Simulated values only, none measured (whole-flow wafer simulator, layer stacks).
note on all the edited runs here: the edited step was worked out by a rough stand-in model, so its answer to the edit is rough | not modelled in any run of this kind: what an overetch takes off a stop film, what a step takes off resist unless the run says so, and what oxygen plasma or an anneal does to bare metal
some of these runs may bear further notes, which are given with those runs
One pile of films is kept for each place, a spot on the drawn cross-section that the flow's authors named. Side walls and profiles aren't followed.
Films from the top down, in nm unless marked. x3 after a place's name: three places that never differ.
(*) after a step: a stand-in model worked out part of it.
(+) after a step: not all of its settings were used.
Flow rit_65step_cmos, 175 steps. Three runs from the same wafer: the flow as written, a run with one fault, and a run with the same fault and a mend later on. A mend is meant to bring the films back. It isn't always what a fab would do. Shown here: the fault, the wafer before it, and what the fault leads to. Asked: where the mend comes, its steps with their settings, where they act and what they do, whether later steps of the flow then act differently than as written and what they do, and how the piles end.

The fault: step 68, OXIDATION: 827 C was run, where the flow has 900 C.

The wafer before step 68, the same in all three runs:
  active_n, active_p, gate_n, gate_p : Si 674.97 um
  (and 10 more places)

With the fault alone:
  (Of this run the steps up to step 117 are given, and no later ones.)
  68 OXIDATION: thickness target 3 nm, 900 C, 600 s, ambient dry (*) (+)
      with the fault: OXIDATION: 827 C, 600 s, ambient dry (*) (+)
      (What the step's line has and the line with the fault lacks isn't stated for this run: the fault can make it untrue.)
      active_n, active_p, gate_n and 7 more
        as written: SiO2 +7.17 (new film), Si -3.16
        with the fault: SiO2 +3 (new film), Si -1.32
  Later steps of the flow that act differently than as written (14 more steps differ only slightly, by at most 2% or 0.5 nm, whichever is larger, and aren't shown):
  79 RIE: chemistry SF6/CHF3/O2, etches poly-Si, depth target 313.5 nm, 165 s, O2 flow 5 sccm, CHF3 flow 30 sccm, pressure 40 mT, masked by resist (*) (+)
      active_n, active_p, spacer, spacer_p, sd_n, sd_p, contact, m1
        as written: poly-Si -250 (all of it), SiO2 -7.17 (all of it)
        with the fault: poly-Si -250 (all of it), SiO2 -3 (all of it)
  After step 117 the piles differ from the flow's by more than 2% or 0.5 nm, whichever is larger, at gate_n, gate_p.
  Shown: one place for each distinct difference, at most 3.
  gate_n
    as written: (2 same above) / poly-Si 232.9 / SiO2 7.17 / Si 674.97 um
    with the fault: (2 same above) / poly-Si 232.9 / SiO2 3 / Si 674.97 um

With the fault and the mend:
  The mend comes after step 69.
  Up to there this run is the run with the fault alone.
  69a OXIDATION: 900 C, 488.4 s, ambient dry (*) (+) (the flow's step 68 once more, with other settings)
      active_n, active_p, gate_n and 7 more
        SiO2 +4, Si -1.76
  No later step of the flow acts differently than as written, at any place that is followed, by more than 2% or 0.5 nm, whichever is larger.
  At the end the piles differ from the flow's only slightly at the places that both follow, by at most 2% or 0.5 nm, whichever is larger.
